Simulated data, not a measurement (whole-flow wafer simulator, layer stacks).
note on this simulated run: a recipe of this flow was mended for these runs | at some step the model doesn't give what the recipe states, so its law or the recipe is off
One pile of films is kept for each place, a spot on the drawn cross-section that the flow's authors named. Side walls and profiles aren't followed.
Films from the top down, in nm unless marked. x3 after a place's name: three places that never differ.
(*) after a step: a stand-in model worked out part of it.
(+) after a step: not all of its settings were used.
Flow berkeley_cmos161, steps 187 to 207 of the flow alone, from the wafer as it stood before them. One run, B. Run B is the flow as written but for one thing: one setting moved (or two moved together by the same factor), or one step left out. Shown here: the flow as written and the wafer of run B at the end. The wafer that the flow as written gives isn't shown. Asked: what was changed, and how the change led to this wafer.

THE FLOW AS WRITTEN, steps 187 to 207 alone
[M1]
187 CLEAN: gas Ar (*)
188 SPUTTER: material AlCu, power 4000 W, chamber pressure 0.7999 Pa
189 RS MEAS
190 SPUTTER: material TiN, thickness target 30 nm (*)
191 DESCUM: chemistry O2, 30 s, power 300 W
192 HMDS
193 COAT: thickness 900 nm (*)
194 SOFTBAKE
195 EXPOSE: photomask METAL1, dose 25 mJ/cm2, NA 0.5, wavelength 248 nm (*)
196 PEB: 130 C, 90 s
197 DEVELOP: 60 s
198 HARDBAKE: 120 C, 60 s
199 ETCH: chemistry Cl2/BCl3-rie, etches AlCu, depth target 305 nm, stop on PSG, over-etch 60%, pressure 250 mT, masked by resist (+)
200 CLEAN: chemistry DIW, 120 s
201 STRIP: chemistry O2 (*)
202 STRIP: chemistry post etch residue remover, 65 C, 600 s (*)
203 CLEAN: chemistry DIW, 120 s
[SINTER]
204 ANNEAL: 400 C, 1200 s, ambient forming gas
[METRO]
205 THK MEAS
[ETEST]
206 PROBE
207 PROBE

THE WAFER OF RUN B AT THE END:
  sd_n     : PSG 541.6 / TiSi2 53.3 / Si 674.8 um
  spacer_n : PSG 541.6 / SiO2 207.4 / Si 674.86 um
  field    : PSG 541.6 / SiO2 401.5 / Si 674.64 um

The cause: step 188, SPUTTER: power 6400 W was run, where the flow has power 4000 W.

How the change led to this, step by step:
  188 SPUTTER: material AlCu, power 4000 W, chamber pressure 0.7999 Pa
      field, sd_n, spacer_n, gate_n, spacer_p, gate_p, m1: AlCu +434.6 (new film) (as written it would be: AlCu +275.8 (new film))
      sd_p: AlCu +372.2 (new film) (as written it would be: AlCu +235.4 (new film))
      (and at 1 more place)
  190 SPUTTER: material TiN, thickness target 30 nm (*)
      contact: TiN +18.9 (new film) (as written it would be: TiN +20.6 (new film))
  193 COAT: thickness 900 nm (*)
      contact: KrF-resist +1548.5 (new film) (as written it would be: KrF-resist +1497.7 (new film))
  198 HARDBAKE: 120 C, 60 s
      contact: KrF-resist -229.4 (as written it would be: KrF-resist -221.9)
  199 ETCH: chemistry Cl2/BCl3-rie, etches AlCu, depth target 305 nm, stop on PSG, over-etch 60%, pressure 250 mT, masked by resist (+)
      field, sd_n, spacer_n, gate_n, spacer_p, gate_p: TiN -30 (all of it), AlCu -434.6 (all of it), PSG -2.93 (as written it would be: TiN -30 (all of it), AlCu -275.8 (all of it), PSG -22.8)
      sd_p: TiN -25.7 (all of it), AlCu -372.2 (all of it), PSG -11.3 (as written it would be: TiN -26.1 (all of it), AlCu -235.4 (all of it), PSG -28.3)
  201 STRIP: chemistry O2 (*)
      contact: KrF-resist -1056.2 (all of it) (as written it would be: KrF-resist -1013 (all of it))
